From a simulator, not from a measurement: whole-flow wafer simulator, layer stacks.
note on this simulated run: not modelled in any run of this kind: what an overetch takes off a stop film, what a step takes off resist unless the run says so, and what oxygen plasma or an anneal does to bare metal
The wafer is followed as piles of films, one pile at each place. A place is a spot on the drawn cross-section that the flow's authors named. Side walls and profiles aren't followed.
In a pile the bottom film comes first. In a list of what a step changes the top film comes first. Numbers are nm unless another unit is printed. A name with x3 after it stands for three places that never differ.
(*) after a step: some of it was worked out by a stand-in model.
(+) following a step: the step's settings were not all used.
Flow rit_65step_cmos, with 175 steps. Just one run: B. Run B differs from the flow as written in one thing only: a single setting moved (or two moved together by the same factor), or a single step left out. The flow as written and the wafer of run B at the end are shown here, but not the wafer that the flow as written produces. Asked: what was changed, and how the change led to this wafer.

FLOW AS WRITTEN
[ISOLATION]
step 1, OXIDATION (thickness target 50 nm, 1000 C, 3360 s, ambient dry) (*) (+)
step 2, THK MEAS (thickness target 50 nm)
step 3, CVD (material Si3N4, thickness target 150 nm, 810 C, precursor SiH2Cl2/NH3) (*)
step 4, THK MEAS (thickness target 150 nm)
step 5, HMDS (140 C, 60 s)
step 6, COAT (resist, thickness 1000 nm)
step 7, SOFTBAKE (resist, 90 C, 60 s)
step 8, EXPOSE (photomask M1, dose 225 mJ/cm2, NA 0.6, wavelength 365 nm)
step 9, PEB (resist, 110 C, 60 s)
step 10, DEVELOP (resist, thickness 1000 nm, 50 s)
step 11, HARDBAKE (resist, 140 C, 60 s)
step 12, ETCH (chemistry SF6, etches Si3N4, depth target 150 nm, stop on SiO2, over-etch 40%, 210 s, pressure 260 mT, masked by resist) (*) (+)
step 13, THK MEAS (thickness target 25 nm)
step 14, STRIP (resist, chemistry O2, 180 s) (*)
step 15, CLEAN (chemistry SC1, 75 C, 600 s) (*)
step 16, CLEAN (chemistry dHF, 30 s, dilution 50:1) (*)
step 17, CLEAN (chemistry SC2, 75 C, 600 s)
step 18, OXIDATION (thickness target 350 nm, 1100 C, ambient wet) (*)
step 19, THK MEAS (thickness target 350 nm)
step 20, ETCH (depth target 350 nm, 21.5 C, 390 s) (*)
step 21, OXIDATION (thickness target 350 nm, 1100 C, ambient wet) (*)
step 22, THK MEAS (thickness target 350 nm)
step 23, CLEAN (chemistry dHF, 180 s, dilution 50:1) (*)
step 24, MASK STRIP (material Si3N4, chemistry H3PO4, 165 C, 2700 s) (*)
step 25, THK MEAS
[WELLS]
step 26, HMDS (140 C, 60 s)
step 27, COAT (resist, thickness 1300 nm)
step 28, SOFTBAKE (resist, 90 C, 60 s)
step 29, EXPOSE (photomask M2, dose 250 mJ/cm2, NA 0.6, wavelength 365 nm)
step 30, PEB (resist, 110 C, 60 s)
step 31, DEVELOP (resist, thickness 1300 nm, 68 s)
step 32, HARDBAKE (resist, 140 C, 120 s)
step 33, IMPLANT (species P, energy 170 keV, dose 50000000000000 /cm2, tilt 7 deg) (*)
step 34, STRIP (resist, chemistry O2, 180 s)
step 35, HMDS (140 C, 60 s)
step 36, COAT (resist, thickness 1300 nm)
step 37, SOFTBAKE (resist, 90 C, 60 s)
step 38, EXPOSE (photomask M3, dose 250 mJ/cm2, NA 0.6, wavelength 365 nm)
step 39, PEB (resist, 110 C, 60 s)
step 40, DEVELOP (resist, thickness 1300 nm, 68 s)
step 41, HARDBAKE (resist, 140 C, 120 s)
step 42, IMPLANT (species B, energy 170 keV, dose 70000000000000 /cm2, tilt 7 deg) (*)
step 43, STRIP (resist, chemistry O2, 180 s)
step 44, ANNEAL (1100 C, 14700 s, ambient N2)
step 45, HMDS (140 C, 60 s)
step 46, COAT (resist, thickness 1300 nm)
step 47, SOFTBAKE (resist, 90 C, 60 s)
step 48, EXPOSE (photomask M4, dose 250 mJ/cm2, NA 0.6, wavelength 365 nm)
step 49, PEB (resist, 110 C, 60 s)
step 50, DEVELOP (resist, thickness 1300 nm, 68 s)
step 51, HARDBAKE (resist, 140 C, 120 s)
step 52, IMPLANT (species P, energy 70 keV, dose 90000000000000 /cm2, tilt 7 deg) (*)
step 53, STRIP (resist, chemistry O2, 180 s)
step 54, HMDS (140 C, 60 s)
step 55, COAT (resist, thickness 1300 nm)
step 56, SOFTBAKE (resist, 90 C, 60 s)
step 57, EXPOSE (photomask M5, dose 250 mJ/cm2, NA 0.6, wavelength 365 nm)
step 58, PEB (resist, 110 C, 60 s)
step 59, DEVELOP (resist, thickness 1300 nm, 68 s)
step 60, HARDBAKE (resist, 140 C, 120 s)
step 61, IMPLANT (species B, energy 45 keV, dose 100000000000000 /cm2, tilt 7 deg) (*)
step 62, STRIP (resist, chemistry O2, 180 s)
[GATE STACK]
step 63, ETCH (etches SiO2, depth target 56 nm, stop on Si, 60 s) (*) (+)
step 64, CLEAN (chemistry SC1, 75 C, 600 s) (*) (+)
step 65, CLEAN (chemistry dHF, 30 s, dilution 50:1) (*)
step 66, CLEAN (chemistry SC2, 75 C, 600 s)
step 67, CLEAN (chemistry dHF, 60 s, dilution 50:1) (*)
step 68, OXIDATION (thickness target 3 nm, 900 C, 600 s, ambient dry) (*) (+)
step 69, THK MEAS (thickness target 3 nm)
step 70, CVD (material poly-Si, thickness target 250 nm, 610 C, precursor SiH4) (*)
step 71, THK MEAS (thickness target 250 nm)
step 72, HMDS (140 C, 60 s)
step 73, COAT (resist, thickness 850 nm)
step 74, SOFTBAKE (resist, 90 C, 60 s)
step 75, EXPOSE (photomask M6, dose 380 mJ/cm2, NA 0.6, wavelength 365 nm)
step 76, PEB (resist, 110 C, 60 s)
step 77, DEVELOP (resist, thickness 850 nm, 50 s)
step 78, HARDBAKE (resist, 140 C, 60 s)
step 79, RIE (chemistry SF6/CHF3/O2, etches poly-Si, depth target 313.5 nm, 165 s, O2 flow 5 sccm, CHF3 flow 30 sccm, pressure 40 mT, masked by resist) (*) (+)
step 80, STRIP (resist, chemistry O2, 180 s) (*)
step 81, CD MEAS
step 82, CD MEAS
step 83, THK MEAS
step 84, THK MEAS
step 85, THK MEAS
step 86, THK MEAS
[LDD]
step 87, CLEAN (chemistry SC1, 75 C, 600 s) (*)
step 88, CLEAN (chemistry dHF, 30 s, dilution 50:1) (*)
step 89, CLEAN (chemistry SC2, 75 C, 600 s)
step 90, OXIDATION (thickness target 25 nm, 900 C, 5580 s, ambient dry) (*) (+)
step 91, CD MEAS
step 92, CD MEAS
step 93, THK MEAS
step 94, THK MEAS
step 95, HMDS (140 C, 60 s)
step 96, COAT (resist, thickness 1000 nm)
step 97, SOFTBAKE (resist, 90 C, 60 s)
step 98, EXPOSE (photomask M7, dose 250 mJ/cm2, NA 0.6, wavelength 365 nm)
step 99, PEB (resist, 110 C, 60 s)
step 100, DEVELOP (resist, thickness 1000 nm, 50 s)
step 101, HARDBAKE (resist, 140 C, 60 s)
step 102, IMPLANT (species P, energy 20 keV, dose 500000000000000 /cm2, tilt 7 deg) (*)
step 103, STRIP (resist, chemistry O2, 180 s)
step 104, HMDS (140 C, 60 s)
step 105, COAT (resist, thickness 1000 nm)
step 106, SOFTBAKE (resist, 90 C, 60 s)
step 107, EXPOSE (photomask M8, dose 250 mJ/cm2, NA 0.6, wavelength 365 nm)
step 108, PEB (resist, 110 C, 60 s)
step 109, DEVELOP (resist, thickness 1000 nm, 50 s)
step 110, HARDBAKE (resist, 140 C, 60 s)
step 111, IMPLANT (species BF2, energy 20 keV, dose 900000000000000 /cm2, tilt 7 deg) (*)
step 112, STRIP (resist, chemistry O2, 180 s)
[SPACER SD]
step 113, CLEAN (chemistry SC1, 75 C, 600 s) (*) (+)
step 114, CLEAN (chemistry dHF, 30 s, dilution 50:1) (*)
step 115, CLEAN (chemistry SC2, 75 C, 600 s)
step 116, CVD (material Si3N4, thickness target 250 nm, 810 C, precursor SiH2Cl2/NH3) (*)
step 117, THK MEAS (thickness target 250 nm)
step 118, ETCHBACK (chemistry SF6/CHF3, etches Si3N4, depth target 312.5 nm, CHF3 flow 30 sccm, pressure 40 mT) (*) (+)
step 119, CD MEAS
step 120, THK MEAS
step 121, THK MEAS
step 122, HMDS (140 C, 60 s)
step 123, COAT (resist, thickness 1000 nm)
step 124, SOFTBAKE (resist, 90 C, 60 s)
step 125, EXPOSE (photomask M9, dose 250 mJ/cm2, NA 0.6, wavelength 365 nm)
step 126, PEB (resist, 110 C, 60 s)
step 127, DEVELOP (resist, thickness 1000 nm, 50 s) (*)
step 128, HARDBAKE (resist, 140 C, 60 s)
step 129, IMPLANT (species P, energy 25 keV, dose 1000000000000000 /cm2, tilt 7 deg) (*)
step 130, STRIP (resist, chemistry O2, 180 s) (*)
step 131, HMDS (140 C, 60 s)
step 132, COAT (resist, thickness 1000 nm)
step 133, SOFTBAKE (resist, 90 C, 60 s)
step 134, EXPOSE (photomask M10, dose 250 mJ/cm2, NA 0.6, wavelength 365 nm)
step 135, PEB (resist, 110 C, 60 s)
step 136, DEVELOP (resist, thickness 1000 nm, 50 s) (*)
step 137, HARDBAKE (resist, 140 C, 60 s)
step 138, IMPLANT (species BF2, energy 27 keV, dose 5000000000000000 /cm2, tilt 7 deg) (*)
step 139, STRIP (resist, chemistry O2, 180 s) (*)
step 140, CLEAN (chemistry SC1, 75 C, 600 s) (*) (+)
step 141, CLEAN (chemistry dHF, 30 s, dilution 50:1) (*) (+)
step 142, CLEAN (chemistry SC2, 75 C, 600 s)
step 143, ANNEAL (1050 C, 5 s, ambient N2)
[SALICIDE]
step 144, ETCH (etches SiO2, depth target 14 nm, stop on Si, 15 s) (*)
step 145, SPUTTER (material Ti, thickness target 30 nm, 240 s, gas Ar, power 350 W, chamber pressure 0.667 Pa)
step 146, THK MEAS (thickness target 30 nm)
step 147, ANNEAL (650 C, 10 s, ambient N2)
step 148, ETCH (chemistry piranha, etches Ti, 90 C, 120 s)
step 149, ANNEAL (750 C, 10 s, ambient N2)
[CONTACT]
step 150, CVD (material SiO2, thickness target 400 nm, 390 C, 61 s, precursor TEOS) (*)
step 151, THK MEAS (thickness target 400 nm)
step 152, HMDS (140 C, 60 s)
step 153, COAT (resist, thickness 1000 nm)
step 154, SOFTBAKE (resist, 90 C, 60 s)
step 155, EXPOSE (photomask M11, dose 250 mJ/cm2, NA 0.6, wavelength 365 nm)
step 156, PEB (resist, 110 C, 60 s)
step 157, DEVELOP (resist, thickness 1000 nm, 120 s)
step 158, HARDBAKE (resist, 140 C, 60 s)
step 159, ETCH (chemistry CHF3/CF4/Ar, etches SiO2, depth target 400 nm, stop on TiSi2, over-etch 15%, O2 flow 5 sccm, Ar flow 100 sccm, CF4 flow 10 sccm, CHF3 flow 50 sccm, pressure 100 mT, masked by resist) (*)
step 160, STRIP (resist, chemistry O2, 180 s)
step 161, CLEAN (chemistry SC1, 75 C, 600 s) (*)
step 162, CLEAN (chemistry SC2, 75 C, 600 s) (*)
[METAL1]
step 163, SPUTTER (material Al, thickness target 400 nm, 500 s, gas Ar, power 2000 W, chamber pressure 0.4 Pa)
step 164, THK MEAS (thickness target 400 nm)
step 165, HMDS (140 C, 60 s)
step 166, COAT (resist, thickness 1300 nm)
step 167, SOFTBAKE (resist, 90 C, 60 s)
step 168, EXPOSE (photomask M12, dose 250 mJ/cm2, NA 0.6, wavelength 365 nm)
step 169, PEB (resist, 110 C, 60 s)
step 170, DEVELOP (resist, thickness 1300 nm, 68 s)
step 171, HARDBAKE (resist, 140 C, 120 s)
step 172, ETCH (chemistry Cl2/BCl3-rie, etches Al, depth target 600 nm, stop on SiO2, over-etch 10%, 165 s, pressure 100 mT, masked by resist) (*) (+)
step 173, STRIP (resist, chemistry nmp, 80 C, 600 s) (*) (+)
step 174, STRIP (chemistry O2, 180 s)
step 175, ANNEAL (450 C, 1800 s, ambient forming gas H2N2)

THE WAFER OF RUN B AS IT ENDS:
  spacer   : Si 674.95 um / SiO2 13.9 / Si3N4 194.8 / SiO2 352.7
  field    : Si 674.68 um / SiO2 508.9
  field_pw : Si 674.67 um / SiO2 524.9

Cause: step 163, SPUTTER: power 1572 W was run, though the flow has power 2000 W.

How this came from the change, step by step:
  step 163, SPUTTER (material Al, thickness target 400 nm, 500 s, gas Ar, power 2000 W, chamber pressure 0.4 Pa)
      field, field_p, spacer, spacer_p: +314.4 Al (new film) (it would be, as written: +400 Al (new film))
      gate_n, gate_p: +314.4 Al (new film) (it would be, as written: +396 Al (new film))
      (also at 2 further places)
  step 172, ETCH (chemistry Cl2/BCl3-rie, etches Al, depth target 600 nm, stop on SiO2, over-etch 10%, 165 s, pressure 100 mT, masked by resist) (*) (+)
      field, field_p, spacer, spacer_p: -314.4 Al (all of it), -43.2 SiO2 (it would be, as written: -400 Al (all of it), -32.5 SiO2)
      gate_n, gate_p: -314.4 Al (all of it), -43.2 SiO2 (it would be, as written: -396 Al (all of it), -33 SiO2)
      (also at 2 further places)
